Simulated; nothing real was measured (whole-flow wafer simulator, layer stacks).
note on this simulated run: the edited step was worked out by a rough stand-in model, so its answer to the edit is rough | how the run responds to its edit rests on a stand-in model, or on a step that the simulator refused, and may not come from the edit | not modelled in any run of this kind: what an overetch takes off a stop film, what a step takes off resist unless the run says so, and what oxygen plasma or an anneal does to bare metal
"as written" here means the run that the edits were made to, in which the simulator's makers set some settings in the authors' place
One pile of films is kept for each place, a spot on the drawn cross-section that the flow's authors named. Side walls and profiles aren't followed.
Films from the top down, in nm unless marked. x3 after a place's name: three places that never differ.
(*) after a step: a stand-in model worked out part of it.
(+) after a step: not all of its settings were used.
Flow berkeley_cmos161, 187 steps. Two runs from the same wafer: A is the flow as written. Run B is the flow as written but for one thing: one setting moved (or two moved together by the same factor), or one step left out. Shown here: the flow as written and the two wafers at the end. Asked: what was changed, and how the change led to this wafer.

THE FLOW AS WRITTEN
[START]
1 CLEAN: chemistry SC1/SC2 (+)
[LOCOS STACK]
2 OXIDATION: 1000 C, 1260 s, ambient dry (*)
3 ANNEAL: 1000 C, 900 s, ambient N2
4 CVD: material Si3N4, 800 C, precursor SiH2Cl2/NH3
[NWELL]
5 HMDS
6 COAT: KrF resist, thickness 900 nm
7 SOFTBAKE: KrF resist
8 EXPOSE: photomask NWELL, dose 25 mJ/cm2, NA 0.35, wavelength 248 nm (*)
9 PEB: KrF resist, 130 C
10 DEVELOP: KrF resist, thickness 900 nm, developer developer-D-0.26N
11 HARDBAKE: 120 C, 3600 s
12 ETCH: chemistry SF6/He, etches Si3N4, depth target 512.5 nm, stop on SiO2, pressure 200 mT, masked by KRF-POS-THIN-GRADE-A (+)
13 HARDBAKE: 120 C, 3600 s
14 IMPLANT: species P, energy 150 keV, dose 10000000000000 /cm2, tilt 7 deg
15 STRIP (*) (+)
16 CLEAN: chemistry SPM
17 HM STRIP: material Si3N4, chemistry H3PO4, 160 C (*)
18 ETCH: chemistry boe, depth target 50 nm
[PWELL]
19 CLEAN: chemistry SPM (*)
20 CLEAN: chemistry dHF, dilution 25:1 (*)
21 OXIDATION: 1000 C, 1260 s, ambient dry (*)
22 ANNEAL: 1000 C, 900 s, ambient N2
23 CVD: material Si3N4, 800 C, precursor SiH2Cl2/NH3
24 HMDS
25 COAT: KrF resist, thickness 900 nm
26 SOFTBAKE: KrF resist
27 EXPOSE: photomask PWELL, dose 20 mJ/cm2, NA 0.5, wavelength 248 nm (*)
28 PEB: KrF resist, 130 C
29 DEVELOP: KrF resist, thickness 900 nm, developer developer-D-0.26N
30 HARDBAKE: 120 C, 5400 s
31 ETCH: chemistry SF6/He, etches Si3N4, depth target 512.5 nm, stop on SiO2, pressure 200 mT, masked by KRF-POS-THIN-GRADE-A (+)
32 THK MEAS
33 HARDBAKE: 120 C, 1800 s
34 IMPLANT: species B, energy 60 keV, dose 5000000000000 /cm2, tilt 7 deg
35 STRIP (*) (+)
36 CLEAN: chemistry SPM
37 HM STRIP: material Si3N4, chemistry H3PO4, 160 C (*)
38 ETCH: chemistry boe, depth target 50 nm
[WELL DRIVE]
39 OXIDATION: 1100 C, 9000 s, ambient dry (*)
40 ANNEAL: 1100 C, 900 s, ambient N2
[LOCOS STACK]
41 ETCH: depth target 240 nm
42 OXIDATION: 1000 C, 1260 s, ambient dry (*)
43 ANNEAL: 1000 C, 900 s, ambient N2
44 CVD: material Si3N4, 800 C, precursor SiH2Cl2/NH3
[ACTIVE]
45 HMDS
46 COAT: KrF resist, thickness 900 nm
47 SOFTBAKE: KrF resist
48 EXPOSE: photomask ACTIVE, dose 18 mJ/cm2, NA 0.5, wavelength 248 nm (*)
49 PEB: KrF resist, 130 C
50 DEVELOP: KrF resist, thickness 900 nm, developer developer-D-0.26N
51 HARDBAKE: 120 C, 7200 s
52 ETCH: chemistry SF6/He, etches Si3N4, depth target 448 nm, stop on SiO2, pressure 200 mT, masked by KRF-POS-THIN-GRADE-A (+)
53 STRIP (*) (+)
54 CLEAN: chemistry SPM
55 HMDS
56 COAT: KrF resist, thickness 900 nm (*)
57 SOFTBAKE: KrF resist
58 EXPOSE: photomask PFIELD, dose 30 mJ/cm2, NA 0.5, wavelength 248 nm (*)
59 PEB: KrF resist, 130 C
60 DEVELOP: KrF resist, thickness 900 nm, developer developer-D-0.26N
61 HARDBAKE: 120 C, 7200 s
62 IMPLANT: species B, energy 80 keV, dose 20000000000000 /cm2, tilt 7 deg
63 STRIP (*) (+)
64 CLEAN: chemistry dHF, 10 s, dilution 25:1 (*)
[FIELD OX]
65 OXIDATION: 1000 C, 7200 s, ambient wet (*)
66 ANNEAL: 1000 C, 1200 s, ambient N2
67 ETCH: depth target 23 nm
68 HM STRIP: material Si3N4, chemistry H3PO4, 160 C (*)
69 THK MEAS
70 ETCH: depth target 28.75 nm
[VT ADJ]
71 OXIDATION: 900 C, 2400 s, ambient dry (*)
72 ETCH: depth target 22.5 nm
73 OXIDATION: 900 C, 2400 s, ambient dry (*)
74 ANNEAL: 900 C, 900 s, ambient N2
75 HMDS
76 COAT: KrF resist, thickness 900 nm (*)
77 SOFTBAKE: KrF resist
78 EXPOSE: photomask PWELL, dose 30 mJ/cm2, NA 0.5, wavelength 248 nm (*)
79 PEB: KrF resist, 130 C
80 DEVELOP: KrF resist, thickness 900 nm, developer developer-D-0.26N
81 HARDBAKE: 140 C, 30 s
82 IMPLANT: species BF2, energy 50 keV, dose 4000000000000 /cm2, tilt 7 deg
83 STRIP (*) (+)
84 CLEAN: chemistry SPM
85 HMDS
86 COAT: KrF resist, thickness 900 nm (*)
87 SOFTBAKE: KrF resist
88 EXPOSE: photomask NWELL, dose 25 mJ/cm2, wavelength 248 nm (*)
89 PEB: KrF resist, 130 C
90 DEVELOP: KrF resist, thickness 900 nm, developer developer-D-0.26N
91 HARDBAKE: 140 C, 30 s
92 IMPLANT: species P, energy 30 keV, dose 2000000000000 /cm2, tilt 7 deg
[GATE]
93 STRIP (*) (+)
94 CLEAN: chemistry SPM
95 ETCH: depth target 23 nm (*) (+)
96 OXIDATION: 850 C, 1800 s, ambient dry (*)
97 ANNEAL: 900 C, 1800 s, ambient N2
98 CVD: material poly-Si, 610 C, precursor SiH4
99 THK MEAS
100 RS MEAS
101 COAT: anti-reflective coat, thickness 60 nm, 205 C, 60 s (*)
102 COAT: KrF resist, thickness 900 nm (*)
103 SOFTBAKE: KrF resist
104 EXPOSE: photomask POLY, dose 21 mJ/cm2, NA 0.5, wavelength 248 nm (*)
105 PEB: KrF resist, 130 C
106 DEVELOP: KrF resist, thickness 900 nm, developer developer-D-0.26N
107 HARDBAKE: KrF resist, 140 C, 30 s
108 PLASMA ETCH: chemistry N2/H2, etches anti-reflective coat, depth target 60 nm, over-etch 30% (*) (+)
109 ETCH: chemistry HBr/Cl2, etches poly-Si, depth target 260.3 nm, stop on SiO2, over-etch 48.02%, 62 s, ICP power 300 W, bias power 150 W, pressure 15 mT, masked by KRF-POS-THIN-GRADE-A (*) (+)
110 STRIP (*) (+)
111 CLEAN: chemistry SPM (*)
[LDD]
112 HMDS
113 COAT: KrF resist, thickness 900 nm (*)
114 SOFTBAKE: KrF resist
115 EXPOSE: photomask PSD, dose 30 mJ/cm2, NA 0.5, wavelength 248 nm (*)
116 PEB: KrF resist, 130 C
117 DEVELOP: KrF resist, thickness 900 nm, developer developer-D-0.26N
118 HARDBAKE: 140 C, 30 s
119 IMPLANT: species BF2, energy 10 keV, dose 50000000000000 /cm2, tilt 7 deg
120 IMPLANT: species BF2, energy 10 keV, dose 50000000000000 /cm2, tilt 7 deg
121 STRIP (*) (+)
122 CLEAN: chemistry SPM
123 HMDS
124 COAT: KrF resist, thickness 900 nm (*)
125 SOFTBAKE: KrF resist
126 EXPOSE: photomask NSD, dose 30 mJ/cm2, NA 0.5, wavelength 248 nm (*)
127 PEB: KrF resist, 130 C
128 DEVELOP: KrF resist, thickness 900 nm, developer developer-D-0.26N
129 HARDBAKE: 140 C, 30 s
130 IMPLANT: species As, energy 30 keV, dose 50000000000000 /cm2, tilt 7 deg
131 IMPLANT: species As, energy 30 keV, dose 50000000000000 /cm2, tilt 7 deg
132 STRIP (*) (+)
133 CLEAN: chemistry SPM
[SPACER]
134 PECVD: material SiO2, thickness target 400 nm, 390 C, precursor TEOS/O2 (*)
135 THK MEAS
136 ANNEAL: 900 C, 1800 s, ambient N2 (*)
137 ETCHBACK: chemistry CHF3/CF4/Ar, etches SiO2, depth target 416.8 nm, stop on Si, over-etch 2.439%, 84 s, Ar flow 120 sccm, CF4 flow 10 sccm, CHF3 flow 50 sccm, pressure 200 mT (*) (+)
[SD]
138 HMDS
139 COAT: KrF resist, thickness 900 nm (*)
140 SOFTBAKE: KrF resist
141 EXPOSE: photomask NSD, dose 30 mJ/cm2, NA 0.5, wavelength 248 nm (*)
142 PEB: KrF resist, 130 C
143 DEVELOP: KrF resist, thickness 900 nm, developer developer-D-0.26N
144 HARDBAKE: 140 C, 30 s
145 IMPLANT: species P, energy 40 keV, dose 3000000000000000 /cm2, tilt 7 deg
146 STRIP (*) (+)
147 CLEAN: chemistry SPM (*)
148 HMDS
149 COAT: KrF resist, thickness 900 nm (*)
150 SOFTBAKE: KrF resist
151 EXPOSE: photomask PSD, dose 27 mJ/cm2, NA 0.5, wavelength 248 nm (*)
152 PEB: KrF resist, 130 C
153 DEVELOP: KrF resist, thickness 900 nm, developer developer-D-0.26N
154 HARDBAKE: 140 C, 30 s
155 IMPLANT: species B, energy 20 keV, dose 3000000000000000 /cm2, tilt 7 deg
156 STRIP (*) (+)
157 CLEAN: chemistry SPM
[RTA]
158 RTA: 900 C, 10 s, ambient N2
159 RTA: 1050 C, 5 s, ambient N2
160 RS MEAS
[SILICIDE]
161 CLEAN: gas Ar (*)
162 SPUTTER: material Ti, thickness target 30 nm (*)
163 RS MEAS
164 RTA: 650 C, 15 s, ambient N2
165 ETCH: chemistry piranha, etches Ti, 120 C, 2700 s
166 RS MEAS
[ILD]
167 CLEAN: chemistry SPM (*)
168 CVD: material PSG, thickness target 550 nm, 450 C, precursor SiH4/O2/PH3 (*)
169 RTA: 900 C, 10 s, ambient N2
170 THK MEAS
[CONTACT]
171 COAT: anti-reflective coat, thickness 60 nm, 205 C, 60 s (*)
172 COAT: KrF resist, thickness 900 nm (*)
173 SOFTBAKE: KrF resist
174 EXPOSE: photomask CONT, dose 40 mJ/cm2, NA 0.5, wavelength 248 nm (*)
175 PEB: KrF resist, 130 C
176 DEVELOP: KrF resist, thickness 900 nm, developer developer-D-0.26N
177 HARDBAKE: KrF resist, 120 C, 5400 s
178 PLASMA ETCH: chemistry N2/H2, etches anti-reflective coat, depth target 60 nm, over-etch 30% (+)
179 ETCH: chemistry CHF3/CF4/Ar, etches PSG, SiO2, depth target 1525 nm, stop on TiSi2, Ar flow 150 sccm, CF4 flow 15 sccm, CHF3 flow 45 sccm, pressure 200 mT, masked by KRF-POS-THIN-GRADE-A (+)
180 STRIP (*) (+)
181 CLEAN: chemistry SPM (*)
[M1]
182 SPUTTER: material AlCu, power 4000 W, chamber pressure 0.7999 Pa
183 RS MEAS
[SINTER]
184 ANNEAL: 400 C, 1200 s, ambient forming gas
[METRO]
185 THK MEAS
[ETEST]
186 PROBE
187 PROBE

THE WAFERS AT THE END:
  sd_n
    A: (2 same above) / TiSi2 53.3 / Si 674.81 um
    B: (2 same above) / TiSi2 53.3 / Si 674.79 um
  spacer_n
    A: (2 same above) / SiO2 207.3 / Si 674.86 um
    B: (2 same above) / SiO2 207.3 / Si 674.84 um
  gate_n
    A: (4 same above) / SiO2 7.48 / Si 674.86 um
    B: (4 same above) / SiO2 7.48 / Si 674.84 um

The cause: step 39, OXIDATION: 13500 s was run, where the flow has 9000 s.

How the change led to this, step by step:
  39 OXIDATION: 1100 C, 9000 s, ambient dry (*)
      field, sd_n, spacer_n and 6 more: A SiO2 +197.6 (new film), Si -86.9 | B SiO2 +252.2 (new film), Si -111
  41 ETCH: depth target 240 nm
      field, sd_n, spacer_n and 6 more: A SiO2 -197.6 (all of it) | B SiO2 -240
  42 OXIDATION: 1000 C, 1260 s, ambient dry (*)
      field, sd_n, spacer_n and 6 more: A SiO2 +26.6 (new film), Si -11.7 | B SiO2 +22.7, Si -10
  65 OXIDATION: 1000 C, 7200 s, ambient wet (*)
      sd_n: A SiO2 +12.1 (new film), Si3N4 -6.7, SiO2 +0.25, Si -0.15 | B SiO2 +12.1 (new film), Si3N4 -6.7, SiO2 +1.15, Si -0.52
      sd_p: A SiO2 +12.1 (new film), Si3N4 -6.7, SiO2 +0.25, Si -0.15 | B SiO2 +12.1 (new film), Si3N4 -6.7, SiO2 +1.16, Si -0.52
  70 ETCH: depth target 28.75 nm
      spacer_n, gate_n, spacer_p, gate_p, contact, m1: A SiO2 -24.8 (all of it) | B SiO2 -28.8
      sd_n, sd_p: A SiO2 -25 (all of it) | B SiO2 -28.8
  71 OXIDATION: 900 C, 2400 s, ambient dry (*)
      spacer_n, gate_n, spacer_p, gate_p, contact, m1: A SiO2 +14.9 (new film), Si -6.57 | B SiO2 +12.9, Si -5.69
      sd_n, sd_p: A SiO2 +14.9 (new film), Si -6.57 | B SiO2 +12.9, Si -5.68
  72 ETCH: depth target 22.5 nm
      spacer_n, gate_n, spacer_p, gate_p, contact, m1: A SiO2 -14.9 (all of it) | B SiO2 -17.4 (all of it)
      sd_n, sd_p: A SiO2 -14.9 (all of it) | B SiO2 -18.5 (all of it)
  101 COAT: anti-reflective coat, thickness 60 nm, 205 C, 60 s (*)
      spacer_n: A anti-reflective coat +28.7 (new film) | B anti-reflective coat +27.6 (new film)
      gate_n: A anti-reflective coat +23.7 (new film) | B anti-reflective coat +22.7 (new film)
      (and at 2 more places)
  108 PLASMA ETCH: chemistry N2/H2, etches anti-reflective coat, depth target 60 nm, over-etch 30% (*) (+)
      spacer_n: A anti-reflective coat -28.7 (all of it), poly-Si -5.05 | B anti-reflective coat -27.6 (all of it), poly-Si -5.18
      spacer_p: A anti-reflective coat -30.4 (all of it), poly-Si -5 | B anti-reflective coat -29.6 (all of it), poly-Si -5.14
  110 STRIP (*) (+)
      gate_n: A chemical SiO2 +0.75 (new film), KrF resist -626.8 (all of it), anti-reflective coat -23.7 (all of it), poly-Si -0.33 | B chemical SiO2 +0.75 (new film), KrF resist -629.6 (all of it), anti-reflective coat -22.7 (all of it), poly-Si -0.33
      gate_p: A chemical SiO2 +0.75 (new film), KrF resist -598.2 (all of it), anti-reflective coat -27.9 (all of it), poly-Si -0.33 | B chemical SiO2 +0.75 (new film), KrF resist -600 (all of it), anti-reflective coat -27.2 (all of it), poly-Si -0.33
  171 COAT: anti-reflective coat, thickness 60 nm, 205 C, 60 s (*)
      sd_n: A anti-reflective coat +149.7 (new film) | B anti-reflective coat +153.6 (new film)
  180 STRIP (*) (+)
      sd_n: A KrF resist -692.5 (all of it), anti-reflective coat -149.7 (all of it) | B KrF resist -691.7 (all of it), anti-reflective coat -153.6 (all of it)
